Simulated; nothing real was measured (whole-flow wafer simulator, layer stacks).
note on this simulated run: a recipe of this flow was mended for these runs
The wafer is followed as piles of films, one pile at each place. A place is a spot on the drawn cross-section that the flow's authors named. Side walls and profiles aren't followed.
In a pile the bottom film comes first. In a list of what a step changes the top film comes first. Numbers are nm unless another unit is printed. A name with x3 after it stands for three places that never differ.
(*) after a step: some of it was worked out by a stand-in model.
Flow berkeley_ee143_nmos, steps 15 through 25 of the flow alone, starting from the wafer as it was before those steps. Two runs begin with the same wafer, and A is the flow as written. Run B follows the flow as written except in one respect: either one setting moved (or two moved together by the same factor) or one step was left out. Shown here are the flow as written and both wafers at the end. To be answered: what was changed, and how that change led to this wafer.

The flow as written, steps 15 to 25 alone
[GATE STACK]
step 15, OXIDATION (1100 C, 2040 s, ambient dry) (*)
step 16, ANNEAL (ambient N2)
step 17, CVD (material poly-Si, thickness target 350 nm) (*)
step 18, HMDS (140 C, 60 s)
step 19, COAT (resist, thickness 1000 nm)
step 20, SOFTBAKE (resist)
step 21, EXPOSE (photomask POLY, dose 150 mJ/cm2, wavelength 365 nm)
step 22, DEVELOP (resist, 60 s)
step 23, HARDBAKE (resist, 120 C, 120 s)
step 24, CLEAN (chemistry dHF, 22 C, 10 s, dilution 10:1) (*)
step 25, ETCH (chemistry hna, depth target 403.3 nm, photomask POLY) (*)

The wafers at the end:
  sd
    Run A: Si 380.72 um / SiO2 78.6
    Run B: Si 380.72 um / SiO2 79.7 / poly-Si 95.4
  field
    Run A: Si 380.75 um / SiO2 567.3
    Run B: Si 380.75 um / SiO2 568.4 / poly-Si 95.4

The reason: step 25, ETCH: depth target 254.6 nm was run, though the flow has depth target 403.3 nm.

The path from the change to this, step by step:
  step 25, ETCH (chemistry hna, depth target 403.3 nm, photomask POLY) (*)
      sd, contact, field: A -350 poly-Si (all of it), -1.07 SiO2 | B -254.6 poly-Si
